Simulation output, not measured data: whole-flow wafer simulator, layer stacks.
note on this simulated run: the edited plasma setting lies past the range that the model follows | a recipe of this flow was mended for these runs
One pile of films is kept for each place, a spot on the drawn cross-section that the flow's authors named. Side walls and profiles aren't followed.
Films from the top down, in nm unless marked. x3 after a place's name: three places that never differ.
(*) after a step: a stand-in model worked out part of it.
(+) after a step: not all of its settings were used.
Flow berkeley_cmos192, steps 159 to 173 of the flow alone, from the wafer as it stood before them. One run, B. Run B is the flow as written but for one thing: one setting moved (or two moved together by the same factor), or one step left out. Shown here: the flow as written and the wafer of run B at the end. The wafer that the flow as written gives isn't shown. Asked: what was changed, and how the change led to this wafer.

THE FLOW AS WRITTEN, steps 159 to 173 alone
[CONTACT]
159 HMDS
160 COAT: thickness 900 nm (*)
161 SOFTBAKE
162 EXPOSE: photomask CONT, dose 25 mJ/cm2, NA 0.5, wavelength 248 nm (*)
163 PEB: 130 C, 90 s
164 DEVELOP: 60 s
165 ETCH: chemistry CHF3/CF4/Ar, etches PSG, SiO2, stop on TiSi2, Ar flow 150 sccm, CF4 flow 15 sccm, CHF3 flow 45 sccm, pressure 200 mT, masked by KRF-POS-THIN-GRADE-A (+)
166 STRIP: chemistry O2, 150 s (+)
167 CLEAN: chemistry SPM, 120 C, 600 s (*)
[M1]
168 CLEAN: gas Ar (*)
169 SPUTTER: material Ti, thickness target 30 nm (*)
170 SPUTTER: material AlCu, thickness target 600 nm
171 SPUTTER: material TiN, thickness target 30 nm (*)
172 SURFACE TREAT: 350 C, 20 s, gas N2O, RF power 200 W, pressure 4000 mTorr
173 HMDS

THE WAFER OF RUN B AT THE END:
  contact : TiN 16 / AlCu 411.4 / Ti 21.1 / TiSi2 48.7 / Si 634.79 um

The cause: step 165, ETCH: pressure 128 mT was run, where the flow has pressure 200 mT.

How the change led to this, step by step:
  165 ETCH: chemistry CHF3/CF4/Ar, etches PSG, SiO2, stop on TiSi2, Ar flow 150 sccm, CF4 flow 15 sccm, CHF3 flow 45 sccm, pressure 200 mT, masked by KRF-POS-THIN-GRADE-A (+)
      field, sd_n, spacer_n, gate, sd_p, spacer_p, gate_p, m1: KrF-resist -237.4 (as written it would be: KrF-resist -194.1)
      contact: PSG -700 (all of it), TiSi2 -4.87 (as written it would be: PSG -700 (all of it), TiSi2 -3.81)
  166 STRIP: chemistry O2, 150 s (+)
      field: KrF-resist -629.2 (all of it) (as written it would be: KrF-resist -672.6 (all of it))
      sd_n: KrF-resist -741 (all of it) (as written it would be: KrF-resist -784.4 (all of it))
      (and at 6 more places)
